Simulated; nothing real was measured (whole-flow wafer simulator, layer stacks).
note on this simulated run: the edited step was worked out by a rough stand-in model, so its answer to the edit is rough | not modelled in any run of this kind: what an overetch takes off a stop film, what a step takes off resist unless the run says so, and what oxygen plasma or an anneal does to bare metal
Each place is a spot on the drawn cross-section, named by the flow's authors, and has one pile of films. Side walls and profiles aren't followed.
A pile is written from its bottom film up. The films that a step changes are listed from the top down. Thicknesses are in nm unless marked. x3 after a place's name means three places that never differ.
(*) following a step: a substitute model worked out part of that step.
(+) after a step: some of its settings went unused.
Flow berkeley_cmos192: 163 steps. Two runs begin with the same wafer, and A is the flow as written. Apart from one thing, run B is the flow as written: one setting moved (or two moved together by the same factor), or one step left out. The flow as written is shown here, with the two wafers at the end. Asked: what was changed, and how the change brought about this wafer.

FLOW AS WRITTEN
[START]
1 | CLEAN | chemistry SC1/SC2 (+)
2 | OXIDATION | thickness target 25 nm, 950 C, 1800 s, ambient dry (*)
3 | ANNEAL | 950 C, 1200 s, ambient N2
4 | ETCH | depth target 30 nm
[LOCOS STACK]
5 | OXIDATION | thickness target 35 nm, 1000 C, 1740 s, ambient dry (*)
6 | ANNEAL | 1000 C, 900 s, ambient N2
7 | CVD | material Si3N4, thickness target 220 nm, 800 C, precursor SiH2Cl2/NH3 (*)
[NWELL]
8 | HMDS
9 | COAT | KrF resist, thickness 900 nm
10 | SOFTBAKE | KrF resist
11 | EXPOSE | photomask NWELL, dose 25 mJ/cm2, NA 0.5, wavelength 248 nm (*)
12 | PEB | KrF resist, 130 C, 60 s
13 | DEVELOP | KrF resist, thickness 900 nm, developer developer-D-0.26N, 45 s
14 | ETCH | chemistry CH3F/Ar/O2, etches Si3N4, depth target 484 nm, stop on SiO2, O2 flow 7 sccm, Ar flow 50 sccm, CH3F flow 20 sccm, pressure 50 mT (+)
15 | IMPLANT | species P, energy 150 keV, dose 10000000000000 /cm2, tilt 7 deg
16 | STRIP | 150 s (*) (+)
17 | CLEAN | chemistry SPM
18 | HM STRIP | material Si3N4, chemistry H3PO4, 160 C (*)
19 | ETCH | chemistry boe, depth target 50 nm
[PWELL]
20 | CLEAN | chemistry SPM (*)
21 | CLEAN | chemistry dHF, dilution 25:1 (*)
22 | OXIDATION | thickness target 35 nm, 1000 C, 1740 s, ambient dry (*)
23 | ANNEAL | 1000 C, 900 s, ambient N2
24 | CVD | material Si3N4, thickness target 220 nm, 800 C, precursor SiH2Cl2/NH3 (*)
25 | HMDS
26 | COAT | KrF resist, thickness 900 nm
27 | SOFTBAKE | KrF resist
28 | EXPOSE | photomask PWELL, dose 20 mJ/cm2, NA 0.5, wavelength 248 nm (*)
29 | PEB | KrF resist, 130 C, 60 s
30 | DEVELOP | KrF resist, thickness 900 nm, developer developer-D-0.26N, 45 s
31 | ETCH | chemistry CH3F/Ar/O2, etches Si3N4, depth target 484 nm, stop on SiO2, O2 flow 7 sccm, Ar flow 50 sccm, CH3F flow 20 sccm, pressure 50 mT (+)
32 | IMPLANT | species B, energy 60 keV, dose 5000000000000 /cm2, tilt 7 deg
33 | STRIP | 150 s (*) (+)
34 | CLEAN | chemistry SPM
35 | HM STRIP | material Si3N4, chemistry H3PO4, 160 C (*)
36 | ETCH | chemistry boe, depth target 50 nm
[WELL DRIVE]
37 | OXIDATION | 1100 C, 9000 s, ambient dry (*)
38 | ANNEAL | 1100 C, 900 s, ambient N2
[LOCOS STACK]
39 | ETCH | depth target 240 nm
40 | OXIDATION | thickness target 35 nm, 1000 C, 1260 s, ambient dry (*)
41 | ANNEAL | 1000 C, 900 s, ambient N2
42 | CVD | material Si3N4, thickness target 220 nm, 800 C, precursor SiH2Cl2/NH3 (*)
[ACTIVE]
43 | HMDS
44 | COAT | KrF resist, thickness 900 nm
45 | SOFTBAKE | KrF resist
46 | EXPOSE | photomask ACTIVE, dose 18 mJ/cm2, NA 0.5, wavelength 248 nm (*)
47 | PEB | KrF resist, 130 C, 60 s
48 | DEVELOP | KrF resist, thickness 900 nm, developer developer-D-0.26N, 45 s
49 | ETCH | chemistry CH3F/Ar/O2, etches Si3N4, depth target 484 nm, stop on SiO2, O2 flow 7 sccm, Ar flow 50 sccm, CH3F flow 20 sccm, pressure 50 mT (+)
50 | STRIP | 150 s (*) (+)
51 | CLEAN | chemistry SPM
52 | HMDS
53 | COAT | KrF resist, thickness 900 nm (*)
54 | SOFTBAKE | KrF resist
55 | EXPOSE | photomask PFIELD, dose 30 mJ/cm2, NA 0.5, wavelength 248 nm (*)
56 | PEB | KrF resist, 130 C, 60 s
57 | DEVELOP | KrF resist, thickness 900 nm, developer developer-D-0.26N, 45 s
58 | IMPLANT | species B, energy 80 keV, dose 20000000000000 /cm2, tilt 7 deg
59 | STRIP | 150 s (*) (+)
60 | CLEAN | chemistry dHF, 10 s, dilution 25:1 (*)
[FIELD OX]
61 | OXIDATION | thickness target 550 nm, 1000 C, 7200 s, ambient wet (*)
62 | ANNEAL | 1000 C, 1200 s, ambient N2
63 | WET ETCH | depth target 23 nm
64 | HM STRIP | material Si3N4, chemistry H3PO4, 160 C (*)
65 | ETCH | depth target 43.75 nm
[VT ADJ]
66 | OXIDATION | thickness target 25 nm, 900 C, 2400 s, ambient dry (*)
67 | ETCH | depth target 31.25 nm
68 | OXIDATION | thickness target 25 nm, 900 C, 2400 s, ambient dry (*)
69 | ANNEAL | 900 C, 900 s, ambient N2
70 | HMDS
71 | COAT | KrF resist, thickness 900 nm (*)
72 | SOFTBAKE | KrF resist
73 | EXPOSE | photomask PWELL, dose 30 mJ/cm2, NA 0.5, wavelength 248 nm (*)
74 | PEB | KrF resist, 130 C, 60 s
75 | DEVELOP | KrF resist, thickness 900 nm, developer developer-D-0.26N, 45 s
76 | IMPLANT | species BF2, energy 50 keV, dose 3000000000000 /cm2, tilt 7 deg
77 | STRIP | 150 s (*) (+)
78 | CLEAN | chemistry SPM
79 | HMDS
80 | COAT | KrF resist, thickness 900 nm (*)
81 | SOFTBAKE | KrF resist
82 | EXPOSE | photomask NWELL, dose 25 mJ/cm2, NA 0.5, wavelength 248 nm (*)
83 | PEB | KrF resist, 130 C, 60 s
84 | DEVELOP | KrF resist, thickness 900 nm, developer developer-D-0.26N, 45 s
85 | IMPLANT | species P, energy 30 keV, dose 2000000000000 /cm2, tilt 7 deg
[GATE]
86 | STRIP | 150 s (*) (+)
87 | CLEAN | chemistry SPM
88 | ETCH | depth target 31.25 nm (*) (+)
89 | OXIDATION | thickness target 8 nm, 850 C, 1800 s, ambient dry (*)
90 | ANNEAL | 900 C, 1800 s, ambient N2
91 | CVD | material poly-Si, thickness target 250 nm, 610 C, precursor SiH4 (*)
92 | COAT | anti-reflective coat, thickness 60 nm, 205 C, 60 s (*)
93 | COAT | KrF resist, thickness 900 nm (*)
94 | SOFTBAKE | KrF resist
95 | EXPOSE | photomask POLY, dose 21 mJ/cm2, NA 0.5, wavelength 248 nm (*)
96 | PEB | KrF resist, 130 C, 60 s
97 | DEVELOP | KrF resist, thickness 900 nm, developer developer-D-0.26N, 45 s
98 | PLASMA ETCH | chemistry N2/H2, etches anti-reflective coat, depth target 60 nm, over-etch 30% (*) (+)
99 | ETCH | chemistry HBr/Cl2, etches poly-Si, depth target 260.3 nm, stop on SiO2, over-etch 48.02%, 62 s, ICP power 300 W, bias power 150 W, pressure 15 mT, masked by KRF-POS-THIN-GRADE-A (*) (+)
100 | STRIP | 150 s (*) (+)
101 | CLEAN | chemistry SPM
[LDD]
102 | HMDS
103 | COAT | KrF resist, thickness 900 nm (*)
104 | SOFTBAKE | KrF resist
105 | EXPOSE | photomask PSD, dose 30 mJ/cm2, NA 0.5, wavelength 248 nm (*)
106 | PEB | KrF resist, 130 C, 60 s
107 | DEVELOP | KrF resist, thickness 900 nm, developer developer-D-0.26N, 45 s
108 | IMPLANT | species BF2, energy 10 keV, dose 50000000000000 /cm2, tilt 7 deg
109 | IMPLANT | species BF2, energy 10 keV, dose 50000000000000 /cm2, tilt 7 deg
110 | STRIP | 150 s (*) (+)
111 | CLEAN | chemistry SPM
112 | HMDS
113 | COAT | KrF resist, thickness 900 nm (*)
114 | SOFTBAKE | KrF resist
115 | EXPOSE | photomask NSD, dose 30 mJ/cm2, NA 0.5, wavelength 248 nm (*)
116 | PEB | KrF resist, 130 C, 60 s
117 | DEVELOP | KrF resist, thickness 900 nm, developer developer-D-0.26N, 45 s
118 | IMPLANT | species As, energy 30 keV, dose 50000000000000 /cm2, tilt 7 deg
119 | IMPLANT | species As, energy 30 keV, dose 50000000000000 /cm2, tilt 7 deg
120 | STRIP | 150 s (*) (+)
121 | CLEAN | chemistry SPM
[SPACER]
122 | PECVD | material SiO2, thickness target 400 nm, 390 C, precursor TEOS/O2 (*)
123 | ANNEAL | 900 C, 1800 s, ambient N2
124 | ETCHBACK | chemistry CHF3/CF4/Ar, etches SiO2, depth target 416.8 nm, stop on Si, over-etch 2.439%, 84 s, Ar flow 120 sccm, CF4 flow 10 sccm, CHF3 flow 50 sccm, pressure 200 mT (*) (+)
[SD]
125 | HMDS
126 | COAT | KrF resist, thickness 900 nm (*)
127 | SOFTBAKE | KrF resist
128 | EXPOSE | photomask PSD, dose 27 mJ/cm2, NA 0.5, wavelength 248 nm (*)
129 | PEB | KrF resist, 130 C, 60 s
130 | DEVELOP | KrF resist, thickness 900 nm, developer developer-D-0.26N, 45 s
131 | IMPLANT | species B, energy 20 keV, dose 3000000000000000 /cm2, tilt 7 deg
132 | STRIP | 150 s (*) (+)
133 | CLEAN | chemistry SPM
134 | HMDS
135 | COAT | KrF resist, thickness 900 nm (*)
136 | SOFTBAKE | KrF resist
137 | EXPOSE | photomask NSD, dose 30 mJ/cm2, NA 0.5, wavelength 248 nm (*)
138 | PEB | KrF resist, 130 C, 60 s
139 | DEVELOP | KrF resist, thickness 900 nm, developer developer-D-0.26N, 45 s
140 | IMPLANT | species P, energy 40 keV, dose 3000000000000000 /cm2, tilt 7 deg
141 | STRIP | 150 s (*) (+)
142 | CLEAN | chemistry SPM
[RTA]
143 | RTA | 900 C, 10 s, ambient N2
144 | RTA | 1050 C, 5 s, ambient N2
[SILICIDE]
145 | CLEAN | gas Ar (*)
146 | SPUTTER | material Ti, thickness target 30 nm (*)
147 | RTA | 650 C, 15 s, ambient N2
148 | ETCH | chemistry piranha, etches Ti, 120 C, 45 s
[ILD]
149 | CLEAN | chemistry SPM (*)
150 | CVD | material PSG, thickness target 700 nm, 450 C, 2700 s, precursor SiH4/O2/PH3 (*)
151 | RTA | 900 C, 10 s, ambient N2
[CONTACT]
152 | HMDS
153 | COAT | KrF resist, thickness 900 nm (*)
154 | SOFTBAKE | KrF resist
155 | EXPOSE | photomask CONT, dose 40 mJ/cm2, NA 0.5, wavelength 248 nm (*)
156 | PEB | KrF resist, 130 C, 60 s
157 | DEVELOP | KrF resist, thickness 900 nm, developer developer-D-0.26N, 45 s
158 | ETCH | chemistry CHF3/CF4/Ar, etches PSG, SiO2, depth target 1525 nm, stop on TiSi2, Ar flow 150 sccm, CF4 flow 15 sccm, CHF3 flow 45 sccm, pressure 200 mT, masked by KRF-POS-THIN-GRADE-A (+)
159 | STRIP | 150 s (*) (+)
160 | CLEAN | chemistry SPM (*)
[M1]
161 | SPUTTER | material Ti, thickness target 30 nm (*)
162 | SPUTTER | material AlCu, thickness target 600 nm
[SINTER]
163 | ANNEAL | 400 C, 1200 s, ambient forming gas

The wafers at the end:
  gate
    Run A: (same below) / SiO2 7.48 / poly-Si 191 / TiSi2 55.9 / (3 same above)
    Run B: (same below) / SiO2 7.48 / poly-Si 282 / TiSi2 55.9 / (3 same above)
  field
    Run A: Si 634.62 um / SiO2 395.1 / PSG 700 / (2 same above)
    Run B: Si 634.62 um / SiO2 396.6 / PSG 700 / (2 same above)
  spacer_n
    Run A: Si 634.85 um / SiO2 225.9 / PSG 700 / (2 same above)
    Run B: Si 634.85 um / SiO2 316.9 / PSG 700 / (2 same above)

What caused this: step 91, CVD: thickness target 341 nm was run, whereas the flow has thickness target 250 nm.

Step by step, how the change led to this:
  91 | CVD | material poly-Si, thickness target 250 nm, 610 C, precursor SiH4 (*)
      field, sd_n, spacer_n and 6 more: A +250 poly-Si (new film) | B +341 poly-Si (new film)
  92 | COAT | anti-reflective coat, thickness 60 nm, 205 C, 60 s (*)
      field: A +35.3 anti-reflective coat (new film) | B +36.5 anti-reflective coat (new film)
      sd_n: A +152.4 anti-reflective coat (new film) | B +156.4 anti-reflective coat (new film)
      (also at 1 further place)
  98 | PLASMA ETCH | chemistry N2/H2, etches anti-reflective coat, depth target 60 nm, over-etch 30% (*) (+)
      field: A -35.3 anti-reflective coat (all of it), -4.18 poly-Si | B -36.5 anti-reflective coat (all of it), -4.28 poly-Si
      sd_n: A -152.4 anti-reflective coat (all of it), -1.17 poly-Si | B -156.4 anti-reflective coat (all of it), -1.2 poly-Si
      (also at 1 further place)
  99 | ETCH | chemistry HBr/Cl2, etches poly-Si, depth target 260.3 nm, stop on SiO2, over-etch 48.02%, 62 s, ICP power 300 W, bias power 150 W, pressure 15 mT, masked by KRF-POS-THIN-GRADE-A (*) (+)
      field, spacer_n: A -245.8 poly-Si (all of it), -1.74 SiO2 | B -336.7 poly-Si (all of it), -0.24 SiO2
      sd_n: A -248.8 poly-Si (all of it), -1.51 SiO2 | B -339.8 poly-Si (all of it), -0.23 SiO2
      (also at 4 further places)
  103 | COAT | KrF resist, thickness 900 nm (*)
      gate: A +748 KrF resist (new film) | B +671.7 KrF resist (new film)
      gate_p: A +744.1 KrF resist (new film) | B +667.8 KrF resist (new film)
  107 | DEVELOP | KrF resist, thickness 900 nm, developer developer-D-0.26N, 45 s
      gate_p: A -742.9 KrF resist (all of it) | B -666.8 KrF resist (all of it)
  110 | STRIP | 150 s (*) (+)
      gate: A -732.7 KrF resist (all of it), +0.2 chemical SiO2, -0.09 poly-Si | B -656.5 KrF resist (all of it), +0.2 chemical SiO2, -0.09 poly-Si
  113 | COAT | KrF resist, thickness 900 nm (*)
      gate: A +747.9 KrF resist (new film) | B +671.6 KrF resist (new film)
      gate_p: A +743.9 KrF resist (new film) | B +667.7 KrF resist (new film)
  117 | DEVELOP | KrF resist, thickness 900 nm, developer developer-D-0.26N, 45 s
      gate: A -746.8 KrF resist (all of it) | B -670.6 KrF resist (all of it)
  120 | STRIP | 150 s (*) (+)
      gate_p: A -728.6 KrF resist (all of it), +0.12 chemical SiO2, -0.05 poly-Si | B -652.4 KrF resist (all of it), +0.12 chemical SiO2, -0.05 poly-Si
  124 | ETCHBACK | chemistry CHF3/CF4/Ar, etches SiO2, depth target 416.8 nm, stop on Si, over-etch 2.439%, 84 s, Ar flow 120 sccm, CF4 flow 10 sccm, CHF3 flow 50 sccm, pressure 200 mT (*) (+)
      spacer_n: A -160 SiO2 | B -69.3 SiO2
      spacer_p: A -159.9 SiO2 | B -69.2 SiO2
  126 | COAT | KrF resist, thickness 900 nm (*)
      spacer_n: A +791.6 KrF resist (new film) | B +725.1 KrF resist (new film)
      gate: A +771.5 KrF resist (new film) | B +706.6 KrF resist (new film)
      (also at 2 further places)
  130 | DEVELOP | KrF resist, thickness 900 nm, developer developer-D-0.26N, 45 s
      spacer_p: A -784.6 KrF resist (all of it) | B -718.5 KrF resist (all of it)
      gate_p: A -764.3 KrF resist (all of it) | B -699.8 KrF resist (all of it)
  132 | STRIP | 150 s (*) (+)
      spacer_n: A -776.1 KrF resist (all of it) | B -709.8 KrF resist (all of it)
      gate: A +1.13 chemical SiO2 (new film), -756.1 KrF resist (all of it), -0.5 poly-Si | B +1.13 chemical SiO2 (new film), -691.3 KrF resist (all of it), -0.5 poly-Si
  135 | COAT | KrF resist, thickness 900 nm (*)
      spacer_n: A +791.1 KrF resist (new film) | B +725.4 KrF resist (new film)
      gate: A +770.3 KrF resist (new film) | B +706.2 KrF resist (new film)
      (also at 2 further places)
  139 | DEVELOP | KrF resist, thickness 900 nm, developer developer-D-0.26N, 45 s
      spacer_n: A -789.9 KrF resist (all of it) | B -724.3 KrF resist (all of it)
      gate: A -769.1 KrF resist (all of it) | B -705.2 KrF resist (all of it)
  ... 2 further steps ...
  159 | STRIP | 150 s (*) (+)
      spacer_n: A -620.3 KrF resist (all of it) | B -572.1 KrF resist (all of it)
      gate: A -600.1 KrF resist (all of it) | B -558 KrF resist (all of it)
      (also at 3 further places)
